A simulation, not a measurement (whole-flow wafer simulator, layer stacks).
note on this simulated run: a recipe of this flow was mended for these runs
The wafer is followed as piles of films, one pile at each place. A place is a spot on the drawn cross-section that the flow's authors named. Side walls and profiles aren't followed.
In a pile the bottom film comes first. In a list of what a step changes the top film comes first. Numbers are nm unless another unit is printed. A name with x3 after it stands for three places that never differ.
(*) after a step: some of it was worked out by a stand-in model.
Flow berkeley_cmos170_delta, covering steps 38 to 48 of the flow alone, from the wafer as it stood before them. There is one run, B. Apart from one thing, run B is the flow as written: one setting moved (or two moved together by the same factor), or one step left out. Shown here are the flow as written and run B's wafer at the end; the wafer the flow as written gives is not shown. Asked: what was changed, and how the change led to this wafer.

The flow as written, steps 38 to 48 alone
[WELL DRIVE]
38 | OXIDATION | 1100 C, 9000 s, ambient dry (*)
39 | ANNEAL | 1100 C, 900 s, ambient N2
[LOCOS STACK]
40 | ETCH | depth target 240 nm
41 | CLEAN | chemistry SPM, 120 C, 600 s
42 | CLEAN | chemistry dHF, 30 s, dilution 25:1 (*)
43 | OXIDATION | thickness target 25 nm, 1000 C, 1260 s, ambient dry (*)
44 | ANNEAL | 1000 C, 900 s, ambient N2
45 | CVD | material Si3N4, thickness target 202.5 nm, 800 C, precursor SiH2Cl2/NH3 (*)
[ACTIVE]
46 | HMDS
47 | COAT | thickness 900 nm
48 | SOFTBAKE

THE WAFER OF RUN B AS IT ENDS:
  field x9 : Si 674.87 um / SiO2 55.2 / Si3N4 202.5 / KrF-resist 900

What caused this: step 40, ETCH: depth target 154 nm was run, though the flow has depth target 240 nm.

The path from the change to this, step by step:
  40 | ETCH | depth target 240 nm
      field x9: -154 SiO2 (as written it would have been: -197.6 SiO2 (all of it))
  41 | CLEAN | chemistry SPM, 120 C, 600 s
      field x9: nothing (as written it would have been: +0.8 chemical SiO2 (new film), -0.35 Si)
  42 | CLEAN | chemistry dHF, 30 s, dilution 25:1 (*)
      field x9: -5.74 SiO2 (as written it would have been: -0.8 chemical SiO2 (all of it))
  43 | OXIDATION | thickness target 25 nm, 1000 C, 1260 s, ambient dry (*)
      field x9: +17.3 SiO2, -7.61 Si (as written it would have been: +26.6 SiO2 (new film), -11.7 Si)
